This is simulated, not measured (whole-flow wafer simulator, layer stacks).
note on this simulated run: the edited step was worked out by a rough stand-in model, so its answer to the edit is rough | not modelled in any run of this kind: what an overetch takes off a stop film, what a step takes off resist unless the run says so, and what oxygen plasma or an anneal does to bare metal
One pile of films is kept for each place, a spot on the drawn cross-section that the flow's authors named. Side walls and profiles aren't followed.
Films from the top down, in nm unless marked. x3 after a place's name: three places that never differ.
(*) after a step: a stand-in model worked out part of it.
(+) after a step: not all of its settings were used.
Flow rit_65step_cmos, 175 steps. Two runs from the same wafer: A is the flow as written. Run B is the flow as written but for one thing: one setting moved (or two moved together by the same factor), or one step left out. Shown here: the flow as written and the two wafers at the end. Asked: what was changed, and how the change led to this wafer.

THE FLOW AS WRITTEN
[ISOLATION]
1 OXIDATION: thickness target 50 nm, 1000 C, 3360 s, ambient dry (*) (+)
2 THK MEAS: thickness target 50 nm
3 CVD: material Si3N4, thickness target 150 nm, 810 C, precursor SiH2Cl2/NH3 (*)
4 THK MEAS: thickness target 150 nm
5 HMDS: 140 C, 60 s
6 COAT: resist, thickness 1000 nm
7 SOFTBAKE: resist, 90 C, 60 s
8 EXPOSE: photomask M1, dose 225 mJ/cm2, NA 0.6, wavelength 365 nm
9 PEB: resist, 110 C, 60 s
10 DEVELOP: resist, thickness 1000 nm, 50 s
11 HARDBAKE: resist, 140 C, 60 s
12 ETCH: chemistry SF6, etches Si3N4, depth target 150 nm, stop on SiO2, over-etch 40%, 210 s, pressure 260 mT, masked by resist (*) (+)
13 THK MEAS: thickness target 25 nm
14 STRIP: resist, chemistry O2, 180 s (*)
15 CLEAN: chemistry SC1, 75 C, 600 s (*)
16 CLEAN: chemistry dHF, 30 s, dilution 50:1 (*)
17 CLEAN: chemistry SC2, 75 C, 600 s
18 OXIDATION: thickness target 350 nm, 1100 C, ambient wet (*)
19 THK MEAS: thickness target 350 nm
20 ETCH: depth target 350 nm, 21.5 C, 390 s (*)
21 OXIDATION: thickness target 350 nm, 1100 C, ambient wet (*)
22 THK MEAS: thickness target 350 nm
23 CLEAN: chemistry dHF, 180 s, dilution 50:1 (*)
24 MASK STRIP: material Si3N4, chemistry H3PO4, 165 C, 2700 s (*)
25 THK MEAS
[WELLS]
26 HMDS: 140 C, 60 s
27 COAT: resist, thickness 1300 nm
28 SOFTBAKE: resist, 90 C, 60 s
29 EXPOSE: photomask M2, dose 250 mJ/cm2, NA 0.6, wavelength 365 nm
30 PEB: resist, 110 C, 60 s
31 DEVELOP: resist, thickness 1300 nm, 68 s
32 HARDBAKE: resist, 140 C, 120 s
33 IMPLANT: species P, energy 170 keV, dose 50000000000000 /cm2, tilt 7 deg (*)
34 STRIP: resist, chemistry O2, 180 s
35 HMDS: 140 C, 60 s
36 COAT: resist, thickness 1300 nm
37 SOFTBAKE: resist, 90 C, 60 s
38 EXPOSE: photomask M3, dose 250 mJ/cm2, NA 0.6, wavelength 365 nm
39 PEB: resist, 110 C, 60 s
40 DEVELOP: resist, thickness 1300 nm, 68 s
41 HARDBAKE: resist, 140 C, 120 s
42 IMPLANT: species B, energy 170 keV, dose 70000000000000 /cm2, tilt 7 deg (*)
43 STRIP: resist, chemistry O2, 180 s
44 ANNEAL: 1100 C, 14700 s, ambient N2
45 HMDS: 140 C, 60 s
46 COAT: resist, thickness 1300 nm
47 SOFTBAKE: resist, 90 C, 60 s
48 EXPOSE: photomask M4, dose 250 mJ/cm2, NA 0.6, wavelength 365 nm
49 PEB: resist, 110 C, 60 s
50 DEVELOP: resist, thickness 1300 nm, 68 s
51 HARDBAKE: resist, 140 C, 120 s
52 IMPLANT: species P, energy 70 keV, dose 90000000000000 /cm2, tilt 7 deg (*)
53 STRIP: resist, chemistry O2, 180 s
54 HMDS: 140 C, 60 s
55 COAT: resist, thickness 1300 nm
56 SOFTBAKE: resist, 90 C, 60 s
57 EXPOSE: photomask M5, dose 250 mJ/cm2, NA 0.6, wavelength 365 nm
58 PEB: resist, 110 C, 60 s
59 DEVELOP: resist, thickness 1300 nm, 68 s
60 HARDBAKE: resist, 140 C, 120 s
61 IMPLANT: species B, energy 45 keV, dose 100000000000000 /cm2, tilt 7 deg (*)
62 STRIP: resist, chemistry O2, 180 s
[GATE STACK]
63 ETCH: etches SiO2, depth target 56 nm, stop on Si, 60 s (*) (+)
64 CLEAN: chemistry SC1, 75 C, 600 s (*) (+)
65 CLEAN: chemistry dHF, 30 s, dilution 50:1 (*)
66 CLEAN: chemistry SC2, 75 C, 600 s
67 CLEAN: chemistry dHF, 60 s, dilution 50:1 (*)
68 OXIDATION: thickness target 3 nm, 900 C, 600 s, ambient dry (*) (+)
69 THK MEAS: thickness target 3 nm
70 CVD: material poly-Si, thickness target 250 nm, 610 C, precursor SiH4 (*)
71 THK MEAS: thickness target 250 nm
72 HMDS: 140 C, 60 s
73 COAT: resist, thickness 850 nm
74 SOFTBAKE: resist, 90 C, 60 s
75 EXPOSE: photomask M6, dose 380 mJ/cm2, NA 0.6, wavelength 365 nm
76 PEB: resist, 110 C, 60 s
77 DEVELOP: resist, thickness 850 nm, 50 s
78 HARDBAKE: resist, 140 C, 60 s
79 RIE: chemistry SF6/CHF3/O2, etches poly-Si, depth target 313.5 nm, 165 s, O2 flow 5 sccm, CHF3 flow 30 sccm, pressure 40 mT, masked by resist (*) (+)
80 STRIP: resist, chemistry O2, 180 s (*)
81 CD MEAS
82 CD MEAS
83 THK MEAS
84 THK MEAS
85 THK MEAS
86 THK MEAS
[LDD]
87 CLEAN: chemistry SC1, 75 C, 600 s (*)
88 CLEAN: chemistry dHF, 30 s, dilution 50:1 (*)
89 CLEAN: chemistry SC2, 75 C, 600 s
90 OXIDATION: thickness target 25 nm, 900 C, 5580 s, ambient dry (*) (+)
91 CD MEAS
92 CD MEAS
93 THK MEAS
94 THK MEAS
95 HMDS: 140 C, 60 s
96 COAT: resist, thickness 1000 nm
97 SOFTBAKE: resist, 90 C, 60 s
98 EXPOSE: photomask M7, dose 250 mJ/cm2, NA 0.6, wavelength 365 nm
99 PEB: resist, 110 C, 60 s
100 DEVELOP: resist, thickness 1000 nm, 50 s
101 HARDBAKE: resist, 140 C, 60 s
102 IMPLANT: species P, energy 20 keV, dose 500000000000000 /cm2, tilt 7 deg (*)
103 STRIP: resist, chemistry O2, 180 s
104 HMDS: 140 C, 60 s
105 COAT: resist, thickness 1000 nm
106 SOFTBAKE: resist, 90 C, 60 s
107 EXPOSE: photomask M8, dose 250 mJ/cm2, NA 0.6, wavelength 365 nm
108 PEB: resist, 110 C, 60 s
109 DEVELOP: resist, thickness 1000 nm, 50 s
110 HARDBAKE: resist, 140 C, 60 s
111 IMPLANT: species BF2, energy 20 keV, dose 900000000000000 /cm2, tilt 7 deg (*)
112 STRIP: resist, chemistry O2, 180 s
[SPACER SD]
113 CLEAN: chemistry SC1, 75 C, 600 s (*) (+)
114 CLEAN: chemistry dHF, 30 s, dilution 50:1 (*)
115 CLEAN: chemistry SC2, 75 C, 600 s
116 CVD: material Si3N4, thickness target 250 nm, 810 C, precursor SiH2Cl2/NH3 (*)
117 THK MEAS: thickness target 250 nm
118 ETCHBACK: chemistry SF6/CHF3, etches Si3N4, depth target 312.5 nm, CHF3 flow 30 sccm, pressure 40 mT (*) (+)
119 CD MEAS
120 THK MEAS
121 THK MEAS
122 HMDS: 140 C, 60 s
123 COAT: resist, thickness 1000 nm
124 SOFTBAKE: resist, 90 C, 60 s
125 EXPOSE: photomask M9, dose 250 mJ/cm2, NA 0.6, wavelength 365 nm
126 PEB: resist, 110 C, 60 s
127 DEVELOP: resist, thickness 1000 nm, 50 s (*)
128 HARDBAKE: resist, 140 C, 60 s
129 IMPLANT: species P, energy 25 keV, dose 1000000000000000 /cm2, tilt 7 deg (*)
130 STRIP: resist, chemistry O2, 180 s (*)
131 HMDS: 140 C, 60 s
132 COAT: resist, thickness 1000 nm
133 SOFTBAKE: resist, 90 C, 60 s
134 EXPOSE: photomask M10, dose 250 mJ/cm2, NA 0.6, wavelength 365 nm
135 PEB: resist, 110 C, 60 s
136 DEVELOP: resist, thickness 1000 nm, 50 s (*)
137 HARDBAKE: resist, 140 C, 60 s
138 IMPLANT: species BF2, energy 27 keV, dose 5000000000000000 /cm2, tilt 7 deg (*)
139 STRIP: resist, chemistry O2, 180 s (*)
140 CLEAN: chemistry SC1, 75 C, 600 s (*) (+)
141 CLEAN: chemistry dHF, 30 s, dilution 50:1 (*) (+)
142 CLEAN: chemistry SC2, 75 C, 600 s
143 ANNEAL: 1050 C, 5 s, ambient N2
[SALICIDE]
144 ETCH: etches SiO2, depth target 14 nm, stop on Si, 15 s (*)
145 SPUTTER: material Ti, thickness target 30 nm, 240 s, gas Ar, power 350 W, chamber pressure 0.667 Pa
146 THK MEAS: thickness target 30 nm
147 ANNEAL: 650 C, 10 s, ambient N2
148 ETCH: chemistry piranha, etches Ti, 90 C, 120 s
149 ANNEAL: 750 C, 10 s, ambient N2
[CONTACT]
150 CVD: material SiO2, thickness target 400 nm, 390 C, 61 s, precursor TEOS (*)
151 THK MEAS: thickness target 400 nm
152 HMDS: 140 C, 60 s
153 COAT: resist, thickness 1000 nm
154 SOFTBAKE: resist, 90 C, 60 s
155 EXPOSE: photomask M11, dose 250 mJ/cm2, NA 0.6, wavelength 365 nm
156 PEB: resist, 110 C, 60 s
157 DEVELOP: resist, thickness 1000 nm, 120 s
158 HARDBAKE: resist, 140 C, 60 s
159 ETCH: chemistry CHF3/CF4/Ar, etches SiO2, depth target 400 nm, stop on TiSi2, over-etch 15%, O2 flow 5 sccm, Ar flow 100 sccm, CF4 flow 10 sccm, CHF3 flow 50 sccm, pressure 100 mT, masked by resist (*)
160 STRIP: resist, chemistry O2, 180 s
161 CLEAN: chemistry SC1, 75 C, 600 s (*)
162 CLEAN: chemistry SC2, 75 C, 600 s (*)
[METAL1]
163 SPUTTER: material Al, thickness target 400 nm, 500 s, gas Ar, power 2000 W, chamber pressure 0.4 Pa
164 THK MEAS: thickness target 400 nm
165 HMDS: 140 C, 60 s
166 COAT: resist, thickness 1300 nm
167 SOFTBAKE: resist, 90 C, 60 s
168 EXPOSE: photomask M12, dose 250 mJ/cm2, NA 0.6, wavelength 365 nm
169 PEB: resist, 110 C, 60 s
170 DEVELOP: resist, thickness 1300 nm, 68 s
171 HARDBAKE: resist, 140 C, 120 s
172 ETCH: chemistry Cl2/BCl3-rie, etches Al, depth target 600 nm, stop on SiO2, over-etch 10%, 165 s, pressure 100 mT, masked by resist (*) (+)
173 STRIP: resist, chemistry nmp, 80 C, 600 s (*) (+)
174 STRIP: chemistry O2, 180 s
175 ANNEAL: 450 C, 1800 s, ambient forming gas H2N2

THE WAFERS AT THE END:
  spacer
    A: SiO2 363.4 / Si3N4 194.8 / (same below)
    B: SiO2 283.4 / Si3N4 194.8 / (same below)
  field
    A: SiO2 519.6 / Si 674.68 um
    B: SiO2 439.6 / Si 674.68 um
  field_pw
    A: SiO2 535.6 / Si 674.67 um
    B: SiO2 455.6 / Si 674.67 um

The cause: step 150, CVD: thickness target 320 nm was run, where the flow has thickness target 400 nm.

How the change led to this, step by step:
  150 CVD: material SiO2, thickness target 400 nm, 390 C, 61 s, precursor TEOS (*)
      field, field_pw, field_nw, field_p: A SiO2 +400 | B SiO2 +320
      spacer, spacer_p: A SiO2 +400 (new film) | B SiO2 +320 (new film)
      (and at 2 more places)
  159 ETCH: chemistry CHF3/CF4/Ar, etches SiO2, depth target 400 nm, stop on TiSi2, over-etch 15%, O2 flow 5 sccm, Ar flow 100 sccm, CF4 flow 10 sccm, CHF3 flow 50 sccm, pressure 100 mT, masked by resist (*)
      field, field_pw, field_nw, field_p, gate_n, gate_p, spacer, spacer_p: A resist -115 | B resist -92
  160 STRIP: resist, chemistry O2, 180 s
      field: A resist -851 (all of it) | B resist -873.3 (all of it)
      field_pw: A resist -820.1 (all of it) | B resist -842.6 (all of it)
      (and at 6 more places)
